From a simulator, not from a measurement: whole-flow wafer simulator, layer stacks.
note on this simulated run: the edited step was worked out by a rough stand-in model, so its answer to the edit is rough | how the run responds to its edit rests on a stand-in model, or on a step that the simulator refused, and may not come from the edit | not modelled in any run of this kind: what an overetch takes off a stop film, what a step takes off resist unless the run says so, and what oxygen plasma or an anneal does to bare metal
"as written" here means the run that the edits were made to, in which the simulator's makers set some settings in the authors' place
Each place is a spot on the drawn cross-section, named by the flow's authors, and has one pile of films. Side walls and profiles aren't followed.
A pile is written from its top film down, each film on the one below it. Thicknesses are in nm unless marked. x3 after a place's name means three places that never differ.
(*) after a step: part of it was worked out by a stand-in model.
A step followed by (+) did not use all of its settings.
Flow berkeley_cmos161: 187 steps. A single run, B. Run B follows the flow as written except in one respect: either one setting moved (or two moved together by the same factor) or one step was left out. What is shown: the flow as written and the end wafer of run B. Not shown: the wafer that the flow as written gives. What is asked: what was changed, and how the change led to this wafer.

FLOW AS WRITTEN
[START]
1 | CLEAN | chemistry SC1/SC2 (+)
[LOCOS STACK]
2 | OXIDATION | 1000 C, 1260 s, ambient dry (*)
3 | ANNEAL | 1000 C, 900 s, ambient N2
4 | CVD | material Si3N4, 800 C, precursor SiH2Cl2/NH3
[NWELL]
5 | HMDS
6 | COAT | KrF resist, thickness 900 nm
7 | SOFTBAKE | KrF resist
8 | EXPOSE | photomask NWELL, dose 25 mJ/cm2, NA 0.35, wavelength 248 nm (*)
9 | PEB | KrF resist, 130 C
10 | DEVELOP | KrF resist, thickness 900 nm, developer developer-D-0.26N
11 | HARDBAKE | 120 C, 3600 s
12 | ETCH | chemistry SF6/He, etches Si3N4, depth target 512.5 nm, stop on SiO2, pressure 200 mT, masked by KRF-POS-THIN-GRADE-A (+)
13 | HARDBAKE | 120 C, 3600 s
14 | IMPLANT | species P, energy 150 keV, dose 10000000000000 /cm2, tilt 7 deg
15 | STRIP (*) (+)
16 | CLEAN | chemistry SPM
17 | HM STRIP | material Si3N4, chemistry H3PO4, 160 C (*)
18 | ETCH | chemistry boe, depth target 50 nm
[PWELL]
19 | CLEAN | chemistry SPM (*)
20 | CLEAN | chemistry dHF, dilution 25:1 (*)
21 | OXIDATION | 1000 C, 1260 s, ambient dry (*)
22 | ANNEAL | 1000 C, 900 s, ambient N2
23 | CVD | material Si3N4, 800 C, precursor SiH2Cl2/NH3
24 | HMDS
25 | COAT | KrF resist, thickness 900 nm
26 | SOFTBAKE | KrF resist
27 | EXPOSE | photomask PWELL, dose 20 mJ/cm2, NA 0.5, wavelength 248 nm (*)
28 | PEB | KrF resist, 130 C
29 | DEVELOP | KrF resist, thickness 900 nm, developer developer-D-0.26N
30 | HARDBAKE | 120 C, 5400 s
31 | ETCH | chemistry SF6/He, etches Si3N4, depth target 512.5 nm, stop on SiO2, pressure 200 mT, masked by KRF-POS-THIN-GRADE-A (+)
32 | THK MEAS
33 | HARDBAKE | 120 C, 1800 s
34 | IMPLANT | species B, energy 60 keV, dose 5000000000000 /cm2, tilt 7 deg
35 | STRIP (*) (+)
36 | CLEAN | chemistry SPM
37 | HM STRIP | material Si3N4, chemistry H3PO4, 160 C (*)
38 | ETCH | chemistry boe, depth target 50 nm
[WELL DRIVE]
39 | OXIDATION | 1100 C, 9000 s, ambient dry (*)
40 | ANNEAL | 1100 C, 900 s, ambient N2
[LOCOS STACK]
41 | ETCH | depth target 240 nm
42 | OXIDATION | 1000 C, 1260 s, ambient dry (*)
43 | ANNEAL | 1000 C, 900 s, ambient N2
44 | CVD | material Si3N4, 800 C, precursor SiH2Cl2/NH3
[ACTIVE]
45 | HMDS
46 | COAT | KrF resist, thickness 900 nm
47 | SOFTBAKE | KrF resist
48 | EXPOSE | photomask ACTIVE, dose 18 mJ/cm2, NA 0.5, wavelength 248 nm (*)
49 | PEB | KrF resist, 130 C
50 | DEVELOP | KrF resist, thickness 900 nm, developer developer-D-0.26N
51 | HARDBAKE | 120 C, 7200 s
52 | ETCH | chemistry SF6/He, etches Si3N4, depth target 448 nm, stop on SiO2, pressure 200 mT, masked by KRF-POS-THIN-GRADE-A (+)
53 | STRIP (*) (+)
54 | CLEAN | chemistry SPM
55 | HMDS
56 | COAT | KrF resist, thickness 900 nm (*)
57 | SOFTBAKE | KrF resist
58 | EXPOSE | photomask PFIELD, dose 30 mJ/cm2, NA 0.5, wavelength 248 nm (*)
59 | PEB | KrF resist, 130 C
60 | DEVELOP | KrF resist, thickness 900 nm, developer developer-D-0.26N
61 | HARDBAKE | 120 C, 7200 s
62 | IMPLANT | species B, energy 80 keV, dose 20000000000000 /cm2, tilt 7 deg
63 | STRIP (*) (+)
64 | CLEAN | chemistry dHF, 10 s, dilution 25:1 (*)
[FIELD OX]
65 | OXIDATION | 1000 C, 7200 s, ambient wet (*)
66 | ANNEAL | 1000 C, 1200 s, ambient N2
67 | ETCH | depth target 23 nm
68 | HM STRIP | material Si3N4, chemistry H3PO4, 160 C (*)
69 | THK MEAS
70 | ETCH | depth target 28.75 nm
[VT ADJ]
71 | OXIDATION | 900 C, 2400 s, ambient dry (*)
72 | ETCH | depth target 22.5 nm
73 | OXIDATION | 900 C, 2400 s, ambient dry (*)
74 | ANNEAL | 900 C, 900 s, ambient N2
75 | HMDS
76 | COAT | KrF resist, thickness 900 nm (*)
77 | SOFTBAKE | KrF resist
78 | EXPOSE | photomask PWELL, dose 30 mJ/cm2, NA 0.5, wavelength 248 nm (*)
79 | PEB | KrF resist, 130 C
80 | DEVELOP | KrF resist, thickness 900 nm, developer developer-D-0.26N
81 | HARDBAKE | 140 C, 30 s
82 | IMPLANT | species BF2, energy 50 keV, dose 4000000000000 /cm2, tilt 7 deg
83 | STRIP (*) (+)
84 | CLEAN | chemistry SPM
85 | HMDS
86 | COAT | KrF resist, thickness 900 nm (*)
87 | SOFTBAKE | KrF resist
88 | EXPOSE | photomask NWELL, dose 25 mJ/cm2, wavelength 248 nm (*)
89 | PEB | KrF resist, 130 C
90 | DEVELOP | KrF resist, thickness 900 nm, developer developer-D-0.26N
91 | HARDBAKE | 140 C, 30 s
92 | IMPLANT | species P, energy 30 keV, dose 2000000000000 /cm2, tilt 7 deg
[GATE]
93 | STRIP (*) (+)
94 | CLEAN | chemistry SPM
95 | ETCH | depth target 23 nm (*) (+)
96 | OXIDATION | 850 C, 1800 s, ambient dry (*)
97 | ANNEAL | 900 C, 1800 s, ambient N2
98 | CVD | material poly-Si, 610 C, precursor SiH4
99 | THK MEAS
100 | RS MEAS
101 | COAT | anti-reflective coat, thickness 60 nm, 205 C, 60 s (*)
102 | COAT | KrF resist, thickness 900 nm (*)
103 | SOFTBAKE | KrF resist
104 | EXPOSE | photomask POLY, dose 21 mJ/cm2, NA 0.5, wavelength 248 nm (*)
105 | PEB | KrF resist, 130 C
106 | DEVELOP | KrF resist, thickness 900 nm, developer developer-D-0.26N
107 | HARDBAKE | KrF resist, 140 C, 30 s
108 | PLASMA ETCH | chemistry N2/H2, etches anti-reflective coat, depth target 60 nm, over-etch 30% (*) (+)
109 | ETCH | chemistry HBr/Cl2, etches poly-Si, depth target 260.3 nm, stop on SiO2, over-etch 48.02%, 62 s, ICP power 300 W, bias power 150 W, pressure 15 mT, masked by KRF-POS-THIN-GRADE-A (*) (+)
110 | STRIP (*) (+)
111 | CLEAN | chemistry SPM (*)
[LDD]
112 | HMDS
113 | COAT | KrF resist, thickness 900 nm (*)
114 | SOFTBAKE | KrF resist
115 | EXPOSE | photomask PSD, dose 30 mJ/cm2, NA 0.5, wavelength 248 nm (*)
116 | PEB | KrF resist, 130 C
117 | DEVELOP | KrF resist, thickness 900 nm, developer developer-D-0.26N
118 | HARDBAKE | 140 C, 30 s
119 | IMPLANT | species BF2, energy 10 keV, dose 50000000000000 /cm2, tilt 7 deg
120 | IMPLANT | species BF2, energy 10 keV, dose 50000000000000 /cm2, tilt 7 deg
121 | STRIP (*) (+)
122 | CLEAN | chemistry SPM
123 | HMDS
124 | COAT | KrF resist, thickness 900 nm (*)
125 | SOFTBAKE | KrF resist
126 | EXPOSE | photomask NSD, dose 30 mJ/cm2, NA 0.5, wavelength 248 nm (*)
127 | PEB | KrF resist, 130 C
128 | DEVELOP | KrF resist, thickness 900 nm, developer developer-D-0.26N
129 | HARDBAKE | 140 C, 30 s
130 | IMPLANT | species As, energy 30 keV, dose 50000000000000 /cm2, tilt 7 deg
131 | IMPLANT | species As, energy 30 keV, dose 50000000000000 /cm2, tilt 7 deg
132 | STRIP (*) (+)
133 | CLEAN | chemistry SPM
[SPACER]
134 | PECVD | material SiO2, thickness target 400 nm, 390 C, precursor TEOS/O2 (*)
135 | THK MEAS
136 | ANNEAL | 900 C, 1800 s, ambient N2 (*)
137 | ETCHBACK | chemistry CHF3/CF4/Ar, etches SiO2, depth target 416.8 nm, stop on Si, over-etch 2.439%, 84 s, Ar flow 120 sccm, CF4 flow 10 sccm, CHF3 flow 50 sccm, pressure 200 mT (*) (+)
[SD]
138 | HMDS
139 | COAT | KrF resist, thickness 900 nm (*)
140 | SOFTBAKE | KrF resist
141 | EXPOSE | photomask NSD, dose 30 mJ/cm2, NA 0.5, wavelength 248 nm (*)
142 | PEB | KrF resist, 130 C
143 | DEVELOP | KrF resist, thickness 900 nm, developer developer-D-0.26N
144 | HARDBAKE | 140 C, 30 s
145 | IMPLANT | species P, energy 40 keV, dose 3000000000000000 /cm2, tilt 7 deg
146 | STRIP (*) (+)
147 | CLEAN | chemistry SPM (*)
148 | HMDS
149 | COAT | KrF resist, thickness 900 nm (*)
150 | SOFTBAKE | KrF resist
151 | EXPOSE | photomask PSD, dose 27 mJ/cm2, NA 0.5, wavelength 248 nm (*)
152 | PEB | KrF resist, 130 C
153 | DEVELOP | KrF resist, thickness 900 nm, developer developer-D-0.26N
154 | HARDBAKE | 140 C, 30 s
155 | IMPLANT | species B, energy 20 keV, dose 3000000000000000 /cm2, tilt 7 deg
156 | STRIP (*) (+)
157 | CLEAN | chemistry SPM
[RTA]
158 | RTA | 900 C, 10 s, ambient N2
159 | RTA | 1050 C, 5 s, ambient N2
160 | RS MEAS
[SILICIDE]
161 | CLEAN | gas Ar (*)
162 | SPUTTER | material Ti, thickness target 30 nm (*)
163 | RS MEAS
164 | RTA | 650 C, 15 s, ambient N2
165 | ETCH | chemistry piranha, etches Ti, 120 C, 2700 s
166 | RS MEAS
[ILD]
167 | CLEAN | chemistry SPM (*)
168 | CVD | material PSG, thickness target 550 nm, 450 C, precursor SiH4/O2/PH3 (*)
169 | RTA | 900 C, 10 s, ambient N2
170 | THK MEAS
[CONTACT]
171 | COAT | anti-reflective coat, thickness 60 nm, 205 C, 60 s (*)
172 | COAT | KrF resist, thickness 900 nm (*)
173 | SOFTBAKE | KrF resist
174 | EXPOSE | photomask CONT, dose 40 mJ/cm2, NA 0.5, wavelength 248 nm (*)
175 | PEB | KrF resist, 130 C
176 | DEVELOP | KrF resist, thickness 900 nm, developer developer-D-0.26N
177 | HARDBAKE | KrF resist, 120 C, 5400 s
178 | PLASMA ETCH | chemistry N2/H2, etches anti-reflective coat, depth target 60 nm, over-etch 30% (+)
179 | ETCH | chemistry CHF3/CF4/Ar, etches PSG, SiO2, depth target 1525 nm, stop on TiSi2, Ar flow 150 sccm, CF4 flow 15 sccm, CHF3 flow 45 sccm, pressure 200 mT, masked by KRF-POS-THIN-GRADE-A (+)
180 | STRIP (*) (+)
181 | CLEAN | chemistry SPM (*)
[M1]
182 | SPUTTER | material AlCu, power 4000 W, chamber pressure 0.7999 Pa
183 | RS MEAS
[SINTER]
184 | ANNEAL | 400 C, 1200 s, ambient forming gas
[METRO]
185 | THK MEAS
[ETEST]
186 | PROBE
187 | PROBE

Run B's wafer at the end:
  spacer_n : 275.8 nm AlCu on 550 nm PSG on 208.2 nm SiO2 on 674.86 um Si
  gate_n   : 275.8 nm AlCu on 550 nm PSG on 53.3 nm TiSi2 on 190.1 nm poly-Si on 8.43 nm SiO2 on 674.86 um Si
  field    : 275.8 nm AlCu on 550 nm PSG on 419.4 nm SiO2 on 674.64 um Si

What caused this: step 95, ETCH: depth target 12 nm was run, whereas the flow has depth target 23 nm.

How this came from the change, step by step:
  95 | ETCH | depth target 23 nm (*) (+)
      sd_n, spacer_n, gate_n, sd_p, spacer_p, gate_p, contact, m1: SiO2 loses 12 (it would be, as written: SiO2 loses 14.9 (all of it))
      field: SiO2 loses 12 (it would be, as written: SiO2 loses 23)
  96 | OXIDATION | 850 C, 1800 s, ambient dry (*)
      sd_n, spacer_n, gate_n, sd_p, spacer_p, gate_p, contact, m1: SiO2 gains 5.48, Si loses 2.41 (it would be, as written: SiO2 gains 7.48 (new film), Si loses 3.29)
  101 | COAT | anti-reflective coat, thickness 60 nm, 205 C, 60 s (*)
      sd_n: anti-reflective coat gains 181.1 (new film) (it would be, as written: anti-reflective coat gains 173.5 (new film))
      spacer_n: anti-reflective coat gains 27 (new film) (it would be, as written: anti-reflective coat gains 28.7 (new film))
      (and at 4 other places as well)
  108 | PLASMA ETCH | chemistry N2/H2, etches anti-reflective coat, depth target 60 nm, over-etch 30% (*) (+)
      sd_n: anti-reflective coat loses 181.1 (all of it), poly-Si loses 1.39 (it would be, as written: anti-reflective coat loses 173.5 (all of it), poly-Si loses 1.33)
      spacer_n: anti-reflective coat loses 27 (all of it), poly-Si loses 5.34 (it would be, as written: anti-reflective coat loses 28.7 (all of it), poly-Si loses 5.05)
      (and at 2 other places as well)
  110 | STRIP (*) (+)
      gate_n: chemical SiO2 gains 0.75 (new film), KrF resist loses 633 (all of it), anti-reflective coat loses 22 (all of it), poly-Si loses 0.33 (it would be, as written: chemical SiO2 gains 0.75 (new film), KrF resist loses 626.8 (all of it), anti-reflective coat loses 23.7 (all of it), poly-Si loses 0.33)
      gate_p: chemical SiO2 gains 0.75 (new film), KrF resist loses 601.8 (all of it), anti-reflective coat loses 27 (all of it), poly-Si loses 0.33 (it would be, as written: chemical SiO2 gains 0.75 (new film), KrF resist loses 598.2 (all of it), anti-reflective coat loses 27.9 (all of it), poly-Si loses 0.33)
  171 | COAT | anti-reflective coat, thickness 60 nm, 205 C, 60 s (*)
      sd_n: anti-reflective coat gains 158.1 (new film) (it would be, as written: anti-reflective coat gains 149.7 (new film))
      m1: anti-reflective coat gains 100.4 (new film) (it would be, as written: anti-reflective coat gains 97.8 (new film))
  180 | STRIP (*) (+)
      sd_n: KrF resist loses 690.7 (all of it), anti-reflective coat loses 158.1 (all of it) (it would be, as written: KrF resist loses 692.5 (all of it), anti-reflective coat loses 149.7 (all of it))
      m1: KrF resist loses 743.5 (all of it), anti-reflective coat loses 100.4 (all of it) (it would be, as written: KrF resist loses 739.9 (all of it), anti-reflective coat loses 97.8 (all of it))
